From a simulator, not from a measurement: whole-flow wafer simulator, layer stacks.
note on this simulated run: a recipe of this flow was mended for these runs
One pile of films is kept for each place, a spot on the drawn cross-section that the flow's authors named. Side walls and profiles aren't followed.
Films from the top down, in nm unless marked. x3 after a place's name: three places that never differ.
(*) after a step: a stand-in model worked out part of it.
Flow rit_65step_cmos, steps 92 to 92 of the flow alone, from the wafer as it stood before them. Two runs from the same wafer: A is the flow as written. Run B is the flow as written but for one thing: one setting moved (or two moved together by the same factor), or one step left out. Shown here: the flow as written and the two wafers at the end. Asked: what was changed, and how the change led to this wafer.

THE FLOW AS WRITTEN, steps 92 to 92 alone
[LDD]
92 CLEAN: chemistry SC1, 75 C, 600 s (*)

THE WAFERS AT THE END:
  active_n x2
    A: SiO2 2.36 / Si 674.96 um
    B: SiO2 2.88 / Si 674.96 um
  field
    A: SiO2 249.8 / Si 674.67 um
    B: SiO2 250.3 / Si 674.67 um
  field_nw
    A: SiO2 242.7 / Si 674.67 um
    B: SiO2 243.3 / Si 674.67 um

The cause: step 92, CLEAN: 70 C was run, where the flow has 75 C.

How the change led to this, step by step:
  92 CLEAN: chemistry SC1, 75 C, 600 s (*)
      field, field_pw, field_nw, field_p, active_n x2, spacer x6: A SiO2 -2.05 | B SiO2 -1.53
      gate_n x2: A chemical SiO2 -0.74, poly-Si -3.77 | B chemical SiO2 -0.74, poly-Si -2.62
